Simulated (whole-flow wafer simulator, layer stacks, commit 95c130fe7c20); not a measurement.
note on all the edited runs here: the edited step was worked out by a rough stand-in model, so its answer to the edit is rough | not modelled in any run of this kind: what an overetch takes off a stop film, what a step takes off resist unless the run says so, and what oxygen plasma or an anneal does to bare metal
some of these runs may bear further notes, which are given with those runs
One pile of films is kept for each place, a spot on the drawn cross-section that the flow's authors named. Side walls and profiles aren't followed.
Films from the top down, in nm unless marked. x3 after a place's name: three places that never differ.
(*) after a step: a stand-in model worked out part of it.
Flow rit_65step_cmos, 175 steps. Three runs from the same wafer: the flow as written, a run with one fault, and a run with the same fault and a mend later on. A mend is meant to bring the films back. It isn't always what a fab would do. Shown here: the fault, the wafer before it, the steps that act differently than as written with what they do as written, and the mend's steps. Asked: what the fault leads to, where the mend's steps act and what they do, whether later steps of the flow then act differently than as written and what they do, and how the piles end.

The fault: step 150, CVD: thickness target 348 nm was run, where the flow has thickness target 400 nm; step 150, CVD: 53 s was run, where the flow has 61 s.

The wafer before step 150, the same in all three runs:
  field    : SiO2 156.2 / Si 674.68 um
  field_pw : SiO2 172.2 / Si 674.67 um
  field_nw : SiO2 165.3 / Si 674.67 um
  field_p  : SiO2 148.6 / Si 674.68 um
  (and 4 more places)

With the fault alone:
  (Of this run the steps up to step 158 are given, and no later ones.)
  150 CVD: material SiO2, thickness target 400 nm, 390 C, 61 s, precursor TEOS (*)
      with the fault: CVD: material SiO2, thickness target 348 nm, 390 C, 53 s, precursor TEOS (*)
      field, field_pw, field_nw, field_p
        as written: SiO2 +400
        with the fault: SiO2 +348
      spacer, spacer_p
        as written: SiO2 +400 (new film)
        with the fault: SiO2 +348 (new film)
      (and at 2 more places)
  No later step of the flow up to step 158 acts differently than as written, at any place that is followed, by more than 2% or 0.5 nm, whichever is larger.
  After step 158 the piles differ from the flow's by more than 2% or 0.5 nm, whichever is larger, at field, field_pw, field_nw, field_p, gate_n, gate_p, spacer, spacer_p.
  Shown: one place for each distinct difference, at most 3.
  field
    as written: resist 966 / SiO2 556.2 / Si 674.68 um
    with the fault: resist 965.6 / SiO2 504.2 / Si 674.68 um
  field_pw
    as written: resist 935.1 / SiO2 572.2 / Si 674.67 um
    with the fault: resist 934.8 / SiO2 520.2 / Si 674.67 um
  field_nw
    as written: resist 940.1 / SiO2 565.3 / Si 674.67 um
    with the fault: resist 939.8 / SiO2 513.3 / Si 674.67 um

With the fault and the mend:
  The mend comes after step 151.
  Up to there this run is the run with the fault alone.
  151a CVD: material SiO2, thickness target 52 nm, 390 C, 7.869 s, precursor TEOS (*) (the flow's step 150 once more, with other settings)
      field, field_pw, field_nw, field_p, spacer, spacer_p
        SiO2 +52
      gate_n, gate_p
        SiO2 +51.2
  No later step of the flow acts differently than as written, at any place that is followed, by more than 2% or 0.5 nm, whichever is larger.
  At the end the piles differ from the flow's only slightly at the places that both follow, by at most 2% or 0.5 nm, whichever is larger.
